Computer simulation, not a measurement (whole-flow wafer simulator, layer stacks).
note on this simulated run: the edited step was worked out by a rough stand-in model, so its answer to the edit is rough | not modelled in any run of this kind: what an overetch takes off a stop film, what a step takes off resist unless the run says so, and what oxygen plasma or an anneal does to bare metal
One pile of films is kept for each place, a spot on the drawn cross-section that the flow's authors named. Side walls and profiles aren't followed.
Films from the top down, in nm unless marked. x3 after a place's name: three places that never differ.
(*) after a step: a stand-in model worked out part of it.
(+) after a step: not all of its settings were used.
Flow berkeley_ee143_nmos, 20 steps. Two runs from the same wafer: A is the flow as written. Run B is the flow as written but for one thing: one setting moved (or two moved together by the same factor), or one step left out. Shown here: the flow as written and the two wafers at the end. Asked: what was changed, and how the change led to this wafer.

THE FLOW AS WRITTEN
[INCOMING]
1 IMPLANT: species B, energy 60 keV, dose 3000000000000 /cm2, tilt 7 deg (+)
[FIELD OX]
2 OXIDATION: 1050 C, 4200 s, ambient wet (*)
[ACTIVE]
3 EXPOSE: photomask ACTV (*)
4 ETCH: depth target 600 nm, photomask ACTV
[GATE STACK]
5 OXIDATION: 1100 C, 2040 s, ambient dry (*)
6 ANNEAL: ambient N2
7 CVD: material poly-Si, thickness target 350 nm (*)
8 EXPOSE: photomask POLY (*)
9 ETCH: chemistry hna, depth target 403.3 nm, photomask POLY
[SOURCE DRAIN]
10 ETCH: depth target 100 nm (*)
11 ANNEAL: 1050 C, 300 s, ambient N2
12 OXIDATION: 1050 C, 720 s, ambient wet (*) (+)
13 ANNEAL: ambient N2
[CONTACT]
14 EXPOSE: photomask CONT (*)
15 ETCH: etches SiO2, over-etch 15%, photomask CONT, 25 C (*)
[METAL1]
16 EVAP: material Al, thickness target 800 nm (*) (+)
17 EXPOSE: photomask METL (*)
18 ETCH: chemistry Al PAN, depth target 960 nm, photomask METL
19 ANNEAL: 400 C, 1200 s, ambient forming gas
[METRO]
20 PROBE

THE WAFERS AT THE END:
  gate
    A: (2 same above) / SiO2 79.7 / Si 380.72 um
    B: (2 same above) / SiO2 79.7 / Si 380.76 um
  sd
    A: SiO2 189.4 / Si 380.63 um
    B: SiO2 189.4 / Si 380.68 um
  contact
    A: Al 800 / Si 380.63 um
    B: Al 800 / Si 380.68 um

The cause: step 2, OXIDATION: 2940 s was run, where the flow has 4200 s.

How the change led to this, step by step:
  2 OXIDATION: 1050 C, 4200 s, ambient wet (*)
      gate, sd, contact, field: A SiO2 +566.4 (new film), chemical SiO2 -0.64 (all of it), Si -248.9 | B SiO2 +456.9 (new film), chemical SiO2 -0.64 (all of it), Si -200.7
  4 ETCH: depth target 600 nm, photomask ACTV
      gate, sd, contact: A SiO2 -566.4 (all of it) | B SiO2 -456.9 (all of it)
  5 OXIDATION: 1100 C, 2040 s, ambient dry (*)
      field: A SiO2 +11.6, Si -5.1 | B SiO2 +13.9, Si -6.12
  12 OXIDATION: 1050 C, 720 s, ambient wet (*) (+)
      field: A SiO2 +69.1, Si -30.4 | B SiO2 +81.6, Si -35.9
